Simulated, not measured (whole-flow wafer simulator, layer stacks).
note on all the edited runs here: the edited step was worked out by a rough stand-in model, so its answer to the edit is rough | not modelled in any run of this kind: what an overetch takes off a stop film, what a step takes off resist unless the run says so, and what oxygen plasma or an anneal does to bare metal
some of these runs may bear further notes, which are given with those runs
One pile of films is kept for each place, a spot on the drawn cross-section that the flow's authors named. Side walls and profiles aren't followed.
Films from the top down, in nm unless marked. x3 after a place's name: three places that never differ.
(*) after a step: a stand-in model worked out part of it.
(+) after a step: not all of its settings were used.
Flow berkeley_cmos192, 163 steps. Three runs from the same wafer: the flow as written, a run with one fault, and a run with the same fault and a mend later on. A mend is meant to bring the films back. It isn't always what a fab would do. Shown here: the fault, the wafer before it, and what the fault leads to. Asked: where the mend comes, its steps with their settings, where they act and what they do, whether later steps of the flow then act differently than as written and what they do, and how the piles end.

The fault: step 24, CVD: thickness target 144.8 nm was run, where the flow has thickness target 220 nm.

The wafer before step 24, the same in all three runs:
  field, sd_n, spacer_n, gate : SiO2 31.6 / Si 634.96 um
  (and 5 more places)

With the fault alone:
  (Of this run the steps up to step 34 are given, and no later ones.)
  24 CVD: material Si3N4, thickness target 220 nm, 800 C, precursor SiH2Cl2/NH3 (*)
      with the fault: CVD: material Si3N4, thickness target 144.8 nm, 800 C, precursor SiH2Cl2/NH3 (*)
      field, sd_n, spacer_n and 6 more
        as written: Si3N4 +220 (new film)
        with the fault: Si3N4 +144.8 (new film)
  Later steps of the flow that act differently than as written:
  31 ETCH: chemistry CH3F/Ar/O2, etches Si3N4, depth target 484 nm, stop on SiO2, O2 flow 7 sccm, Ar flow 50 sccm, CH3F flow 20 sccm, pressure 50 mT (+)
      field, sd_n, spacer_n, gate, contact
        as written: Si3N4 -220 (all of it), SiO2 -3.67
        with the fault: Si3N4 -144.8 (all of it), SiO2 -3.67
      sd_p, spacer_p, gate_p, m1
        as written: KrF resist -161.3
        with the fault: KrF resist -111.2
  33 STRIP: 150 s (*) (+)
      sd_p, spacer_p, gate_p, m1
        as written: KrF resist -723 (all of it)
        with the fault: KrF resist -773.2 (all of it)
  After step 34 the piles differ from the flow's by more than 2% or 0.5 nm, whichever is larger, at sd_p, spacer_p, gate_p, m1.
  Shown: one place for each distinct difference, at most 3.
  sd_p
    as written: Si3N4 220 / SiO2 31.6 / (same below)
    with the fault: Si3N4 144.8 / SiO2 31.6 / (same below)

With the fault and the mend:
  The mend comes after step 24.
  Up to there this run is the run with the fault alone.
  24a CVD: material Si3N4, thickness target 75.24 nm, 800 C, precursor SiH2Cl2/NH3 (*) (the flow's step 24 once more, with other settings)
      field, sd_n, spacer_n and 6 more
        Si3N4 +75.2
  No later step of the flow acts differently than as written, at any place that is followed, by more than 2% or 0.5 nm, whichever is larger.
  At the end the piles are the same as the flow's at every place that both follow.
